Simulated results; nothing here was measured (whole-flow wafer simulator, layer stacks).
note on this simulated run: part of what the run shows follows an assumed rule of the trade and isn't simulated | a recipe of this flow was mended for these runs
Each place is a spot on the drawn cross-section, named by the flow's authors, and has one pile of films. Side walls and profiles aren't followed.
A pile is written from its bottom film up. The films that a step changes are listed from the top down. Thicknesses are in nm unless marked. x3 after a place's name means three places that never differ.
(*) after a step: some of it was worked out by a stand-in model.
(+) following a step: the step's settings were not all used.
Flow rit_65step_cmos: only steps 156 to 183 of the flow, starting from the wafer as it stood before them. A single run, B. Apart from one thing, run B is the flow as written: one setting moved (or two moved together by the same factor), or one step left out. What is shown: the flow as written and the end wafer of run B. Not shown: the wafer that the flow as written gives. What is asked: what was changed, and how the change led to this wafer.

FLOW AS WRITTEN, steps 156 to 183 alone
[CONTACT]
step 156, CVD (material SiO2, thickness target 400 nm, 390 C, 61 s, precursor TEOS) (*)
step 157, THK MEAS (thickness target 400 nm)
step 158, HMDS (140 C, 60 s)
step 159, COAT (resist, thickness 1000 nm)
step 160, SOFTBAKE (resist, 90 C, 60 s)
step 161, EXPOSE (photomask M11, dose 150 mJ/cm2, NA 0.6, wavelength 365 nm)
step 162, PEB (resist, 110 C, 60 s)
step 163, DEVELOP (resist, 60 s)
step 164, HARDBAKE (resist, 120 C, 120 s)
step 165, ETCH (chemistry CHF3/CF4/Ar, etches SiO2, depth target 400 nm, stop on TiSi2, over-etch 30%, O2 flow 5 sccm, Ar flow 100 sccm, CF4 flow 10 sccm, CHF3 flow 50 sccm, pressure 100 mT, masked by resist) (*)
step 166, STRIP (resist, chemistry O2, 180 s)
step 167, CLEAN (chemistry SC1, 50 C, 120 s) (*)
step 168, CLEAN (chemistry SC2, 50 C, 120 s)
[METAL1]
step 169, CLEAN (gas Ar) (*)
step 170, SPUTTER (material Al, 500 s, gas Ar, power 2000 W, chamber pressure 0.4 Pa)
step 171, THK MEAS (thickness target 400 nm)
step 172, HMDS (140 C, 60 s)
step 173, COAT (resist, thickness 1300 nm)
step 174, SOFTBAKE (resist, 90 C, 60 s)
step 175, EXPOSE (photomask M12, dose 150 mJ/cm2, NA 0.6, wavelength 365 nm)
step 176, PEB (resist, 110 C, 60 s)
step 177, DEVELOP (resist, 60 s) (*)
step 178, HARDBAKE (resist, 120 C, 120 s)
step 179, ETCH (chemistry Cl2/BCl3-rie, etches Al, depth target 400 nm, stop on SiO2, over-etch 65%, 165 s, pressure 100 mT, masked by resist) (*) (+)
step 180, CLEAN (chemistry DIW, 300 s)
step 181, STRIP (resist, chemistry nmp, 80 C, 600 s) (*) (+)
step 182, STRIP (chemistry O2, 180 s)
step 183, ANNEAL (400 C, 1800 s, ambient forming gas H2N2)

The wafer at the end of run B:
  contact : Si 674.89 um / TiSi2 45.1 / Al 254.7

What caused this: step 165, ETCH: over-etch 42% was run, though the flow has over-etch 30%.

The path from the change to this, step by step:
  step 165, ETCH (chemistry CHF3/CF4/Ar, etches SiO2, depth target 400 nm, stop on TiSi2, over-etch 30%, O2 flow 5 sccm, Ar flow 100 sccm, CF4 flow 10 sccm, CHF3 flow 50 sccm, pressure 100 mT, masked by resist) (*)
      field, field_pw, field_nw and 10 more: -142 resist (it would be, as written: -130 resist)
      contact: -400 SiO2 (all of it), -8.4 TiSi2 (it would be, as written: -400 SiO2 (all of it), -6 TiSi2)
